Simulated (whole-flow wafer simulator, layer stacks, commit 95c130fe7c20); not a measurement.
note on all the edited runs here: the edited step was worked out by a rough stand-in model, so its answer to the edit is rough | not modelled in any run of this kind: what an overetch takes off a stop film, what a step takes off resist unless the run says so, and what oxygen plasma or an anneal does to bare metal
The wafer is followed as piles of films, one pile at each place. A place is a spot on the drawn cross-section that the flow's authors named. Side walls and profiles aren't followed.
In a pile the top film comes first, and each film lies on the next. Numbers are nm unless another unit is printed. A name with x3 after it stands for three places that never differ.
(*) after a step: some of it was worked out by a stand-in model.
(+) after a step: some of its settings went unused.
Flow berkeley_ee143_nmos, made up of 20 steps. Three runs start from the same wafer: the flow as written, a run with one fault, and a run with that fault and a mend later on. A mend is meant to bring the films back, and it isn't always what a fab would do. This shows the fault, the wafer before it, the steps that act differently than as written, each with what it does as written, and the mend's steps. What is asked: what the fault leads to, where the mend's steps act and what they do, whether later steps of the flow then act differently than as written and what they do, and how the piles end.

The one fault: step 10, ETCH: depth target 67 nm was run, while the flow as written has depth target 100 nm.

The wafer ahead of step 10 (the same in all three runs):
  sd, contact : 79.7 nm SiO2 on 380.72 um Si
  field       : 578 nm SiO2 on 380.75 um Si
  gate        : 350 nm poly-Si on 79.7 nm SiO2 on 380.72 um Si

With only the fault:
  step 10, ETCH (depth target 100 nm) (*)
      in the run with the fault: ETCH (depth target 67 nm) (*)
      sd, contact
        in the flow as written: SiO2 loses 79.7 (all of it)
        in the run with the fault: SiO2 loses 67
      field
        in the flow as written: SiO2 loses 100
        in the run with the fault: SiO2 loses 67
  Steps further on in the flow that do not act as written:
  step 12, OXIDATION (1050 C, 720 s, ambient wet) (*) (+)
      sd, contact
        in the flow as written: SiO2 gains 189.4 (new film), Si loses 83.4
        in the run with the fault: SiO2 gains 181.6, Si loses 79.9
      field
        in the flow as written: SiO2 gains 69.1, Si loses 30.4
        in the run with the fault: SiO2 gains 66, Si loses 29
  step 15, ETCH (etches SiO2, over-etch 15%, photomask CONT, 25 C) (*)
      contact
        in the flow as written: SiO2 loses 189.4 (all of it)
        in the run with the fault: SiO2 loses 194.3 (all of it)
  The piles end different from the flow's at sd, field by more than 2% or 0.5 nm, whichever is larger.
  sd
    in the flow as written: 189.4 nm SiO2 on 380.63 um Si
    in the run with the fault: 194.3 nm SiO2 on 380.64 um Si
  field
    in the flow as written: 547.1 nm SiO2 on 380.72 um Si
    in the run with the fault: 577 nm SiO2 on 380.72 um Si

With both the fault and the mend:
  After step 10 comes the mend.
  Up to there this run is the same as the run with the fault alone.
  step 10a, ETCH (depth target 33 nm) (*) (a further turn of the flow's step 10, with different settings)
      sd, contact
        SiO2 loses 12.7 (all of it)
      field
        SiO2 loses 33
  Later steps of the flow that are run all act as written at every place that is followed.
  By the end, the piles equal the flow's at every place that both follow.
